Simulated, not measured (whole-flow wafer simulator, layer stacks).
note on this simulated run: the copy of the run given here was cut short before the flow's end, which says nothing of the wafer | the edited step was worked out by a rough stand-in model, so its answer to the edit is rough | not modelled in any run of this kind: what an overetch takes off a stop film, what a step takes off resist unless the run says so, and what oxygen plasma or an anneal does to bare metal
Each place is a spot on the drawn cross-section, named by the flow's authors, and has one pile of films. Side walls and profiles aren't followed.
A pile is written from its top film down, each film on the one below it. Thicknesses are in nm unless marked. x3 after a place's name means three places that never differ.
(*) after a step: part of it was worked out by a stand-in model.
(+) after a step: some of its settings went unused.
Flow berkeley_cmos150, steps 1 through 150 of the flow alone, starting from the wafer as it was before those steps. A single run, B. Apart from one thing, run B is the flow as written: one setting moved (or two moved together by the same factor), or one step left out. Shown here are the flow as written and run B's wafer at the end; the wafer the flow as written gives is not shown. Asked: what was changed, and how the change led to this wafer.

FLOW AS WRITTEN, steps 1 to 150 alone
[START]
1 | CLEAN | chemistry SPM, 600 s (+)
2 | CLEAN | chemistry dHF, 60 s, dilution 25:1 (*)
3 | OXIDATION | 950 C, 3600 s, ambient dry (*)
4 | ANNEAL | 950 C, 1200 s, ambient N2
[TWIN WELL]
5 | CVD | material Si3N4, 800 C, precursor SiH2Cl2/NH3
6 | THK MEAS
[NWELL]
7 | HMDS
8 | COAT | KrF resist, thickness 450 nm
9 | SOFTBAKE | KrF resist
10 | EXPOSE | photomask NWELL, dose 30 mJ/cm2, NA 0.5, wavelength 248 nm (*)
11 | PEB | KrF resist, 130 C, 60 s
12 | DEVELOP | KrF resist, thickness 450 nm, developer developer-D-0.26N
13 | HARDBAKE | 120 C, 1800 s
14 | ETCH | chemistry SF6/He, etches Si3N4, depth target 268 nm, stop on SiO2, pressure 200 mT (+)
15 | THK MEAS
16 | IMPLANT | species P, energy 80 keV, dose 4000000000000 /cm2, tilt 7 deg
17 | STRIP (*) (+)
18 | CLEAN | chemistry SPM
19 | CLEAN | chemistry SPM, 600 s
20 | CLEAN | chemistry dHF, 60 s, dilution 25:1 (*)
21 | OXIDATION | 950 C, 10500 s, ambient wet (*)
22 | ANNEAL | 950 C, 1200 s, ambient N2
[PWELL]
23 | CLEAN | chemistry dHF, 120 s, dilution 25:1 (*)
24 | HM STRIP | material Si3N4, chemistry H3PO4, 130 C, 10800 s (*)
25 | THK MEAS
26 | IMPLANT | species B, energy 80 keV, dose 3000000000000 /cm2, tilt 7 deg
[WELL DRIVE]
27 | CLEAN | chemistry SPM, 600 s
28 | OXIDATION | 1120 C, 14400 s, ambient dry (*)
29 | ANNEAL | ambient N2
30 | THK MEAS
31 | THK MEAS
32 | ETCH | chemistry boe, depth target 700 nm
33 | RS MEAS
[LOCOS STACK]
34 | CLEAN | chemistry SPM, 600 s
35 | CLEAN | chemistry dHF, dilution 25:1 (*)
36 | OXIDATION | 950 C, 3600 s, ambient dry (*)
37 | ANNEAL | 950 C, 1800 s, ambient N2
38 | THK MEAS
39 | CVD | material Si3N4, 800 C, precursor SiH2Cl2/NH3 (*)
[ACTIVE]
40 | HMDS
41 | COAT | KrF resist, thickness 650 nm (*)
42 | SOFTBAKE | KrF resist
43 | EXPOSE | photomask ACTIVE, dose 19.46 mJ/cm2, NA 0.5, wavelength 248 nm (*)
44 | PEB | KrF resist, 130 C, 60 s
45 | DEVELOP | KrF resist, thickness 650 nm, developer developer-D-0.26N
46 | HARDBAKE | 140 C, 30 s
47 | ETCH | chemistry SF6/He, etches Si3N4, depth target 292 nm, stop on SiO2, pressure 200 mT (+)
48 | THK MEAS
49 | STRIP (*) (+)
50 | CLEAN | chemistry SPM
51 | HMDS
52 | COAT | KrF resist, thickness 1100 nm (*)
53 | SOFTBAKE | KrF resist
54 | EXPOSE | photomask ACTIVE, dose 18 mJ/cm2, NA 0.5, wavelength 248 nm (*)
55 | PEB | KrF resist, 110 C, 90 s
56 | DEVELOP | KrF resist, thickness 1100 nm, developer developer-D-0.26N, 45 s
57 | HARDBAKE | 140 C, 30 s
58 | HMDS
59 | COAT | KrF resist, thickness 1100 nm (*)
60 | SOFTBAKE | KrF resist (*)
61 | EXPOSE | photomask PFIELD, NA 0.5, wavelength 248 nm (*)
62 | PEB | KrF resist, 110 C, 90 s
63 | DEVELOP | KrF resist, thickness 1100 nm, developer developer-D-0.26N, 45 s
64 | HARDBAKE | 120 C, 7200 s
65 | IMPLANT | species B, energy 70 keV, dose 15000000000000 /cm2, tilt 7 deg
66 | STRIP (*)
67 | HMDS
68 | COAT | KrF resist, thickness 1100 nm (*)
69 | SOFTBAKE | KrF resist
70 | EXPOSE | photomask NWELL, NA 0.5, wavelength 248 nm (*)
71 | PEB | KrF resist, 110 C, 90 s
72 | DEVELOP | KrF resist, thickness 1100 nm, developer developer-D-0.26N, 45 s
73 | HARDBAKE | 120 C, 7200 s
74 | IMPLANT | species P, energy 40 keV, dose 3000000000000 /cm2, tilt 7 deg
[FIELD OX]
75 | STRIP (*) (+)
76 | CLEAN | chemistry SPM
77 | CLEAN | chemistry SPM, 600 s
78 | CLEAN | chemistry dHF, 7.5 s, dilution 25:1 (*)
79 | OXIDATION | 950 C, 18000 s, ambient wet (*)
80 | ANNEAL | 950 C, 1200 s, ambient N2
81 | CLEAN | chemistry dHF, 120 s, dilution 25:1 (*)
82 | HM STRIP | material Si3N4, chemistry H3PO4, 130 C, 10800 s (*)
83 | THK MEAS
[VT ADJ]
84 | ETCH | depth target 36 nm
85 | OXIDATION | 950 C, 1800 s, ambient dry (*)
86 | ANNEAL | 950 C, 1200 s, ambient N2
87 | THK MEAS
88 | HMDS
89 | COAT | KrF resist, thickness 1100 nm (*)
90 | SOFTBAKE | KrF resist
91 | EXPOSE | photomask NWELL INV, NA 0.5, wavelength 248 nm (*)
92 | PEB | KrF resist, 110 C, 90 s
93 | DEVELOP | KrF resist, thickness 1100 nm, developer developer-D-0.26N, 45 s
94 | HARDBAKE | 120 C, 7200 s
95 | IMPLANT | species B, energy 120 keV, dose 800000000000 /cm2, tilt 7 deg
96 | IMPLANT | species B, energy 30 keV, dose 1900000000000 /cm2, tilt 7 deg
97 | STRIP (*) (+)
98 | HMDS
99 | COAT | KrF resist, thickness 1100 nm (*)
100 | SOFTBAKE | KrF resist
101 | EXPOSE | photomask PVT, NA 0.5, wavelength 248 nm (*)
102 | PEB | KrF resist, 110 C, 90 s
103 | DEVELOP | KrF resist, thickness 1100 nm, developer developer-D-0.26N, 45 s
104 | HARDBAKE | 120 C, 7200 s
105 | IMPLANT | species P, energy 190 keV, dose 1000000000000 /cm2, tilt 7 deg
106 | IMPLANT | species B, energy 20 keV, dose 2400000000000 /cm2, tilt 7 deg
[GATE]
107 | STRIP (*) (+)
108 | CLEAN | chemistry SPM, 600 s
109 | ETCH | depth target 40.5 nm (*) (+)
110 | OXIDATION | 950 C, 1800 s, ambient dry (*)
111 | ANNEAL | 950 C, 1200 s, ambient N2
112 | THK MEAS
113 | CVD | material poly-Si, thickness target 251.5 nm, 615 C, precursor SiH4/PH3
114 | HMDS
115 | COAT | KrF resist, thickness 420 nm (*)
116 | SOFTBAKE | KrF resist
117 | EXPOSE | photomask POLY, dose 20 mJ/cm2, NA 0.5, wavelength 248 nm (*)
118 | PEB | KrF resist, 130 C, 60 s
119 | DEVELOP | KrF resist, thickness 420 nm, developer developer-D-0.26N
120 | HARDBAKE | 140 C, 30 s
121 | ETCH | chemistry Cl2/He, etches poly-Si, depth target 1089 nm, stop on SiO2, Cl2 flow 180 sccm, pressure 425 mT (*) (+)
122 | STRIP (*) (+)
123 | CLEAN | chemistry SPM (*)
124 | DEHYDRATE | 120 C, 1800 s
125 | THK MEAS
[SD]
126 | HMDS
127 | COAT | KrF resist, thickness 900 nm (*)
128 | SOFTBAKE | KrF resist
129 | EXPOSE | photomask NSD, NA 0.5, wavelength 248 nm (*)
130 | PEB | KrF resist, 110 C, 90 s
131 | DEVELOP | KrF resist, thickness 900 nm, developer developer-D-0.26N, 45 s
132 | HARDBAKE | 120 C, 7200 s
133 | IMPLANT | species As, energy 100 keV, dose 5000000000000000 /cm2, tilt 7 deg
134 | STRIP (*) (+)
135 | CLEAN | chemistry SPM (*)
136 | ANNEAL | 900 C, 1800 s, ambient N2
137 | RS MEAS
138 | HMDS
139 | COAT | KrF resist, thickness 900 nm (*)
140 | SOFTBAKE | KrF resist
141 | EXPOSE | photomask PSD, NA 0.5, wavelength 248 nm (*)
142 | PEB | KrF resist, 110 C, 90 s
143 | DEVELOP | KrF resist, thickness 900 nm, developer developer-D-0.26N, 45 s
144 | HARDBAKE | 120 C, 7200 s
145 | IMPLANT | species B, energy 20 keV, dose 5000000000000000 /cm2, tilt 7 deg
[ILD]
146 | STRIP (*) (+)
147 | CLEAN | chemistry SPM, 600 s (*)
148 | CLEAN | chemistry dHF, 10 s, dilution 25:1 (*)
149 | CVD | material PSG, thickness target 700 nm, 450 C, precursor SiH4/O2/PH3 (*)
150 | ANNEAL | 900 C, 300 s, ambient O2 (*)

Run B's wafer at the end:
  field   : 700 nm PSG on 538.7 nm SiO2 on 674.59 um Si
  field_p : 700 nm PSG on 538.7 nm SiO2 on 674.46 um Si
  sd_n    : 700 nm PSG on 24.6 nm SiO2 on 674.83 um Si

What caused this: step 109, ETCH: depth target 24.3 nm was run, while the flow as written has depth target 40.5 nm.

Step by step, how the change led to this:
  109 | ETCH | depth target 40.5 nm (*) (+)
      sd_n: SiO2 loses 24.3 (in the flow as written it would be: SiO2 loses 40.4 (all of it))
      field, field_p: SiO2 loses 24.3 (in the flow as written it would be: SiO2 loses 40.5)
  110 | OXIDATION | 950 C, 1800 s, ambient dry (*)
      sd_n: SiO2 gains 13.6, Si loses 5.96 (in the flow as written it would be: SiO2 gains 20.4 (new film), Si loses 8.98)
  122 | STRIP (*) (+)
      gate_n: chemical SiO2 gains 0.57 (new film), KrF resist loses 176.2 (all of it), poly-Si loses 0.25 (in the flow as written it would be: chemical SiO2 gains 0.57 (new film), KrF resist loses 169.8 (all of it), poly-Si loses 0.25)
